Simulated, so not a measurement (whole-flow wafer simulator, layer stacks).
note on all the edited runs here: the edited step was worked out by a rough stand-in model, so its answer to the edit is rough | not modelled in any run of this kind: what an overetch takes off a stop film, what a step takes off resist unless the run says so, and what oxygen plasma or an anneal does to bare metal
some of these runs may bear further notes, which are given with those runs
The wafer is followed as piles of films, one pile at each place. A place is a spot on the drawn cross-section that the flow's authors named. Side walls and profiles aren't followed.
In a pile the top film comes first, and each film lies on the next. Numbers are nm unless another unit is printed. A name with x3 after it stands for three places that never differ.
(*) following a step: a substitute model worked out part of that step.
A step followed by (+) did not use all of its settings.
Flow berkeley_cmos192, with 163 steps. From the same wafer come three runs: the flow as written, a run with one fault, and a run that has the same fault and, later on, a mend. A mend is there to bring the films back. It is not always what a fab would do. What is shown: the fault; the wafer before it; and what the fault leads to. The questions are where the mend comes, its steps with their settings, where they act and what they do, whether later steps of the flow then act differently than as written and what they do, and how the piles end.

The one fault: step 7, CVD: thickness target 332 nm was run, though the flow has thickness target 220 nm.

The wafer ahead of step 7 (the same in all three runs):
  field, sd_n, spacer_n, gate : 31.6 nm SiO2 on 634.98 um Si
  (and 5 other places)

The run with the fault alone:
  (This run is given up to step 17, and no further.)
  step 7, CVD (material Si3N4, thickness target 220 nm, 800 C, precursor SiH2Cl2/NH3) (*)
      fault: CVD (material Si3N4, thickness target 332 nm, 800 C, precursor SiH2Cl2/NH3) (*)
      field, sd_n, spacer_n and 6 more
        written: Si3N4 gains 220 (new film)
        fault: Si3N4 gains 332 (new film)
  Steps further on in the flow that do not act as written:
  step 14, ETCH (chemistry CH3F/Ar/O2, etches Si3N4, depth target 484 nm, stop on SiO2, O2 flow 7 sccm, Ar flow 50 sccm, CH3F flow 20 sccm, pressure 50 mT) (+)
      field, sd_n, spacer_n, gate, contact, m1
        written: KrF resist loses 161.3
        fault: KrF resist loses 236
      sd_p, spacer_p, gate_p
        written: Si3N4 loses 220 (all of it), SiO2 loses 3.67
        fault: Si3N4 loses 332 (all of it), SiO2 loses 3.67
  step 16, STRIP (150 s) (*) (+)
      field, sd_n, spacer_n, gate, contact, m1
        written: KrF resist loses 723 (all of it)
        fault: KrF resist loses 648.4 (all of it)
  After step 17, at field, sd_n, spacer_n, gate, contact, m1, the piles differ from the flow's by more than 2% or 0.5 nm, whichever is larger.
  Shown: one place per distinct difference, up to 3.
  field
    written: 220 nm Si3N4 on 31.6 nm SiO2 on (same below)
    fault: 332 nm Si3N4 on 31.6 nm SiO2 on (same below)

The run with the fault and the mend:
  The mend stands after step 7.
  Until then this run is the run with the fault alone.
  step 7a, ETCH (chemistry h3po4, depth target 112 nm)
      field, sd_n, spacer_n and 6 more
        Si3N4 loses 112
  Every later step of the flow that is run acts as written at every place that is followed.
  The piles end the same as the flow's at every place that both follow.
